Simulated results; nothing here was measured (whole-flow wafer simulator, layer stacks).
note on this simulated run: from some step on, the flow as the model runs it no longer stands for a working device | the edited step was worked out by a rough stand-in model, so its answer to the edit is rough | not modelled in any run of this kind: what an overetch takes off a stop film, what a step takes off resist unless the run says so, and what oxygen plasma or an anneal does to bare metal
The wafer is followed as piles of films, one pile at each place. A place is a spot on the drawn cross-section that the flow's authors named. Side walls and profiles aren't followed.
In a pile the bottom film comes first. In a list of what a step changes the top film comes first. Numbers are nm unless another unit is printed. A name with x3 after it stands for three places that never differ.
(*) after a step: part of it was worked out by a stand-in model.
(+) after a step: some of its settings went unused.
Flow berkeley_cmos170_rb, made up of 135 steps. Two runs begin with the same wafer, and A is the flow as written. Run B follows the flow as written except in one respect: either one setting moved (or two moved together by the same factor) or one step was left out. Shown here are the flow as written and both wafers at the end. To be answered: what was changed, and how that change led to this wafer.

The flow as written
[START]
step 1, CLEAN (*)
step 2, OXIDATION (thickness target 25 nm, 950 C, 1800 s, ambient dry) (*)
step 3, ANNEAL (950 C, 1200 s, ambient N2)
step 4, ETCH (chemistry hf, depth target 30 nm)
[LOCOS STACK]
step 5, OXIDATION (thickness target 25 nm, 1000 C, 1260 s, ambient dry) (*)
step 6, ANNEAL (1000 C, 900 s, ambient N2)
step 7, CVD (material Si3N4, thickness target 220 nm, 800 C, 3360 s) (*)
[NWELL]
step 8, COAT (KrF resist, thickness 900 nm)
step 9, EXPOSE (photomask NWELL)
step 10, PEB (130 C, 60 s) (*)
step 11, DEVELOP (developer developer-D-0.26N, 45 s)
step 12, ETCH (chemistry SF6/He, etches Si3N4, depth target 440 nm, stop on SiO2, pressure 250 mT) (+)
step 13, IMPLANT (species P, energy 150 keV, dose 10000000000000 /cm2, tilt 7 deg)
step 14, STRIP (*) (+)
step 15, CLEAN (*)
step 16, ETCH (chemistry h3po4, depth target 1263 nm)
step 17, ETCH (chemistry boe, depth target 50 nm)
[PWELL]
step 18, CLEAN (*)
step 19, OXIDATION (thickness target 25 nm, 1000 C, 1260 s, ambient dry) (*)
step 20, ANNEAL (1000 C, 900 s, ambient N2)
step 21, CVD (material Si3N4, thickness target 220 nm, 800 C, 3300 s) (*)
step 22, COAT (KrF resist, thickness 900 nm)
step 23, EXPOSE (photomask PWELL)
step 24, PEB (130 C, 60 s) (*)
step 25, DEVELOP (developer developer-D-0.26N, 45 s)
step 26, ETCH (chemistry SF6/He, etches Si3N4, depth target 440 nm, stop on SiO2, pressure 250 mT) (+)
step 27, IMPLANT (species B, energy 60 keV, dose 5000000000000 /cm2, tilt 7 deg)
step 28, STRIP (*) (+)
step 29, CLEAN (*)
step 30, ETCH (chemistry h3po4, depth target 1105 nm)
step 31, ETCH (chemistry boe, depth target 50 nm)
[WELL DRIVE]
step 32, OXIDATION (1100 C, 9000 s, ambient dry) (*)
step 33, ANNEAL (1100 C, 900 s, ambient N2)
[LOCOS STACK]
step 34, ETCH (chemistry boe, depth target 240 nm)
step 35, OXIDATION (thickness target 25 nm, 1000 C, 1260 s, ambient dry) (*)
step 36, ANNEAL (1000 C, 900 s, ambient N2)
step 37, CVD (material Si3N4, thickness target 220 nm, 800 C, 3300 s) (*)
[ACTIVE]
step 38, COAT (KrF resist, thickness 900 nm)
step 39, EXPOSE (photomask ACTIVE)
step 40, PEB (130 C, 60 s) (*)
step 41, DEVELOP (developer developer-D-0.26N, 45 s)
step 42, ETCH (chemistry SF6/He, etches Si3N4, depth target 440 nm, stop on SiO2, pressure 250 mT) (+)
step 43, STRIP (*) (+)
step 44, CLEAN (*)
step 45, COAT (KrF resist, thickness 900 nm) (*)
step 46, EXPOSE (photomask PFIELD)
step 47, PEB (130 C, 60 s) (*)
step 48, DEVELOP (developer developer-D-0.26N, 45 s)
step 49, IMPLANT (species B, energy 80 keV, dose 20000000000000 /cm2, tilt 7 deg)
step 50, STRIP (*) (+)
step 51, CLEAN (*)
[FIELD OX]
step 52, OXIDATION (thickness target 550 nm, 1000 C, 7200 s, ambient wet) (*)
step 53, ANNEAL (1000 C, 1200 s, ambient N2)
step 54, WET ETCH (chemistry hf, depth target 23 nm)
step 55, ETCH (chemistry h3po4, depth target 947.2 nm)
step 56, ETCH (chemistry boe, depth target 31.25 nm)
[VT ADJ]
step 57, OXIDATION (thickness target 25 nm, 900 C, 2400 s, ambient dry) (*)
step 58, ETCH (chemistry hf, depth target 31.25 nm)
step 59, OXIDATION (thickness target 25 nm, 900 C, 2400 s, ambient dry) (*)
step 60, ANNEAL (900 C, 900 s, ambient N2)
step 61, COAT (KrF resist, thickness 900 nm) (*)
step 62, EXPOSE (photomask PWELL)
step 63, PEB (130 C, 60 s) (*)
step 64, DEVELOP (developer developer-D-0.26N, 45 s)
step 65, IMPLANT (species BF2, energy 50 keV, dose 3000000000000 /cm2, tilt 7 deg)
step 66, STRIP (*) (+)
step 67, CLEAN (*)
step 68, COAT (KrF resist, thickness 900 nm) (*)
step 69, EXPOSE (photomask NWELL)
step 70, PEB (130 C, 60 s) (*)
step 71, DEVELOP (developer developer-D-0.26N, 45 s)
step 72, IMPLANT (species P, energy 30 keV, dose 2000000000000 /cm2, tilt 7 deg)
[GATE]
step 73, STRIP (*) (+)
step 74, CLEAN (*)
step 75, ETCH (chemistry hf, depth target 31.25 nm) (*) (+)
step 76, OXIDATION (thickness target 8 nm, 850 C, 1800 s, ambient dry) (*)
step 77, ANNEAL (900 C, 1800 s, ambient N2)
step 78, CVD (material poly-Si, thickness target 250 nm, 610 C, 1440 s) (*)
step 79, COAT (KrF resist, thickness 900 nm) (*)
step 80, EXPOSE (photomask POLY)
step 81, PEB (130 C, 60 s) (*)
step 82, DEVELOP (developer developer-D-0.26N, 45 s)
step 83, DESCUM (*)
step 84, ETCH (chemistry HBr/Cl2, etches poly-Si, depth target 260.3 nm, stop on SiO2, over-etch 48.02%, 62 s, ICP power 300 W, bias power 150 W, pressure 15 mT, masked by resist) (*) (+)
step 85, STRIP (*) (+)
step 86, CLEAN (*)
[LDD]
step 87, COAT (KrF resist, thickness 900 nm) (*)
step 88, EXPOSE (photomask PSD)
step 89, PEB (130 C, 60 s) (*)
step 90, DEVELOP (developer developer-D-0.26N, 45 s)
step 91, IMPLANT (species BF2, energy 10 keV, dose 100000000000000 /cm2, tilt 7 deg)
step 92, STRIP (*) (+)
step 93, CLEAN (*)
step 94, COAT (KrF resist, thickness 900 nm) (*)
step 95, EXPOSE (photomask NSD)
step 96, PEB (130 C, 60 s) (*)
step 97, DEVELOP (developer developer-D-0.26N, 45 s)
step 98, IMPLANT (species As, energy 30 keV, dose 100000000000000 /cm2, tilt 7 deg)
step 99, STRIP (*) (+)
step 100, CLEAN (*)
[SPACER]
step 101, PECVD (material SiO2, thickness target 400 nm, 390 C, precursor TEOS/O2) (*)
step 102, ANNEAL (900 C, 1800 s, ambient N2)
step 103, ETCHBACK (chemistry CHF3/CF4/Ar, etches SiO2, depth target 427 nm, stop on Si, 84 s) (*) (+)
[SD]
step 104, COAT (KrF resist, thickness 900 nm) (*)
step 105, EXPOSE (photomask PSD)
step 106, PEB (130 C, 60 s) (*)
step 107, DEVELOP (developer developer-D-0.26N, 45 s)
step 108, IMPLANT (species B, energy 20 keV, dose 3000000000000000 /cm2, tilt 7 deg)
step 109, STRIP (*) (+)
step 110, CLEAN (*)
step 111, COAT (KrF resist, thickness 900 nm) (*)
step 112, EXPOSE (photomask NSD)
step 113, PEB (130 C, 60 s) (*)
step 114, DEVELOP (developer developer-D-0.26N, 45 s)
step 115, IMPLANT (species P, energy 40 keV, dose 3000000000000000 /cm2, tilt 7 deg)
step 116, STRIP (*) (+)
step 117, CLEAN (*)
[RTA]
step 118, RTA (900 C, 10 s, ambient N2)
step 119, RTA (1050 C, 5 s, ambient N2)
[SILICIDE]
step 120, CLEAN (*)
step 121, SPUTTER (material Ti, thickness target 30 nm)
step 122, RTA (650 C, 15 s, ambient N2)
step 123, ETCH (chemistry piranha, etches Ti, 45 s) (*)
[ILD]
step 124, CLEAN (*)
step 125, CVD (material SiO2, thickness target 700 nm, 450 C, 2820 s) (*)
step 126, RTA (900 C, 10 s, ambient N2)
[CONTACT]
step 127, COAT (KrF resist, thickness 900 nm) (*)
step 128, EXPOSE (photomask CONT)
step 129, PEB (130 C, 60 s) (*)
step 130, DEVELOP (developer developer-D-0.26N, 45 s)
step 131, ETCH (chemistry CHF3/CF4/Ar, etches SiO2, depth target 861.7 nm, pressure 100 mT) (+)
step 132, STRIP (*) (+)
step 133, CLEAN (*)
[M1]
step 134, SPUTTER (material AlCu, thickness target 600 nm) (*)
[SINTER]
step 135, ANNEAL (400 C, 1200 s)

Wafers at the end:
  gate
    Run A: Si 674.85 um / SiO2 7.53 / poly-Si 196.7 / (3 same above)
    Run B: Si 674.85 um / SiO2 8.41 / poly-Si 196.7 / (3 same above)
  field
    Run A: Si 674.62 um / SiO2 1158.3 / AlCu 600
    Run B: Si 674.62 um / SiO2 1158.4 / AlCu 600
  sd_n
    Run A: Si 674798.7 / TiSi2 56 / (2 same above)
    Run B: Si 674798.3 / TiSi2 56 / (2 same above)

Cause: step 76, OXIDATION: 2160 s was run, whereas the flow has 1800 s.

How this came from the change, step by step:
  step 76, OXIDATION (thickness target 8 nm, 850 C, 1800 s, ambient dry) (*)
      sd_n, spacer_n, gate, sd_p, spacer_p, gate_p, contact, m1: A +7.53 SiO2 (new film), -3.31 Si | B +8.41 SiO2 (new film), -3.7 Si
